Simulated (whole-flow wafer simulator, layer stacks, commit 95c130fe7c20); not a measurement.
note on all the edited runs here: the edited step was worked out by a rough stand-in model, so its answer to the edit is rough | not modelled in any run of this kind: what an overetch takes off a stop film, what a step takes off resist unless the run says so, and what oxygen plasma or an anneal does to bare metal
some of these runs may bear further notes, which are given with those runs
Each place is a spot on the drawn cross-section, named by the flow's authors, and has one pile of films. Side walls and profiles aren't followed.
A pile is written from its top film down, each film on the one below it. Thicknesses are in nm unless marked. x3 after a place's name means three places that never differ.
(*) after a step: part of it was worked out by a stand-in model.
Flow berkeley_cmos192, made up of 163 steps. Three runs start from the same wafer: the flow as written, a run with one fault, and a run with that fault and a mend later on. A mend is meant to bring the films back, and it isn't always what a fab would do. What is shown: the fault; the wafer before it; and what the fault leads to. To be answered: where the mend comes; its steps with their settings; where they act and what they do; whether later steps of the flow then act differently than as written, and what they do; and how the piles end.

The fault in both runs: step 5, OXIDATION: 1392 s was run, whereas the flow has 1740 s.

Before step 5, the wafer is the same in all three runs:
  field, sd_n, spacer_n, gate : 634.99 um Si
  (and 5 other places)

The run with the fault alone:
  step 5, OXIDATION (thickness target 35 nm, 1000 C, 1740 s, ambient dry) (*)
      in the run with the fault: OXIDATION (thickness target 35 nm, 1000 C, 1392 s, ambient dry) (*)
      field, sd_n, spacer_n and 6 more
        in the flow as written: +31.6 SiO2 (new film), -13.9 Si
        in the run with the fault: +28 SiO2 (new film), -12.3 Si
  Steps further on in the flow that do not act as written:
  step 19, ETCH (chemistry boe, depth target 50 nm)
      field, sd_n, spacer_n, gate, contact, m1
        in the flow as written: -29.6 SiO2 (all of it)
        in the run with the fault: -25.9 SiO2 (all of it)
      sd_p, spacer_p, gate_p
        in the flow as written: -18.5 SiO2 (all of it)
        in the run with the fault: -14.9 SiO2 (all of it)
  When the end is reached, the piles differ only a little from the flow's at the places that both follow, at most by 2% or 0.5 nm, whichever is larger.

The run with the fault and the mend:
  The mend follows step 5.
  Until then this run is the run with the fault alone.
  step 5a, OXIDATION (thickness target 35 nm, 1000 C, 348 s, ambient dry) (*) (a further turn of the flow's step 5, with different settings)
      field, sd_n, spacer_n and 6 more
        +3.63 SiO2, -1.6 Si
  Every later step of the flow that is run acts as written at every place that is followed.
  By the end, the piles equal the flow's at every place that both follow.
